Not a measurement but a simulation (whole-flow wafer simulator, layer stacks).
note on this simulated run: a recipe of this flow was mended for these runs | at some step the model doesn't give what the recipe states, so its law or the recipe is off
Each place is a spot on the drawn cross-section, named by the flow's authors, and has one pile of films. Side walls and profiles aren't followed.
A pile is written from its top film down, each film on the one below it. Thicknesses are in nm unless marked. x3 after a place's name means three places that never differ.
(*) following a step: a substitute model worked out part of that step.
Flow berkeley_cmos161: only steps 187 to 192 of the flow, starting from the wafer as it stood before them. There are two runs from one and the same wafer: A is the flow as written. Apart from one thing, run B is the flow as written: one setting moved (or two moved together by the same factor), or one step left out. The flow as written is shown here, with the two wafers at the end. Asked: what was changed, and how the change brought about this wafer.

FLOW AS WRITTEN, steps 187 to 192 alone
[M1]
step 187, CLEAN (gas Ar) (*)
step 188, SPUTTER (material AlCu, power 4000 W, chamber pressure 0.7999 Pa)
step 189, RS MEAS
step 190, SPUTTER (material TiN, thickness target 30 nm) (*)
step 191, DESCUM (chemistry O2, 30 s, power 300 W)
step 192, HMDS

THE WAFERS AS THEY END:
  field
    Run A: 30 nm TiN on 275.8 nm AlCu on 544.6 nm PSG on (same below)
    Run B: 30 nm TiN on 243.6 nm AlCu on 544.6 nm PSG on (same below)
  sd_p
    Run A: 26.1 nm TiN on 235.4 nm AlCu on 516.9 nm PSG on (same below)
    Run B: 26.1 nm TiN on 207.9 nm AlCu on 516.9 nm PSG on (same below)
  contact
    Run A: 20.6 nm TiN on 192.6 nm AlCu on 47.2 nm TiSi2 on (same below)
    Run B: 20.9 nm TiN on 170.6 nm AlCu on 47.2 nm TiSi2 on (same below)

The reason: step 188, SPUTTER: power 3520 W was run, whereas the flow has power 4000 W.

Step by step, how the change led to this:
  step 188, SPUTTER (material AlCu, power 4000 W, chamber pressure 0.7999 Pa)
      field, sd_n, spacer_n, gate_n, spacer_p, gate_p, m1: A AlCu gains 275.8 (new film) | B AlCu gains 243.6 (new film)
      sd_p: A AlCu gains 235.4 (new film) | B AlCu gains 207.9 (new film)
      (and at 1 other place as well)
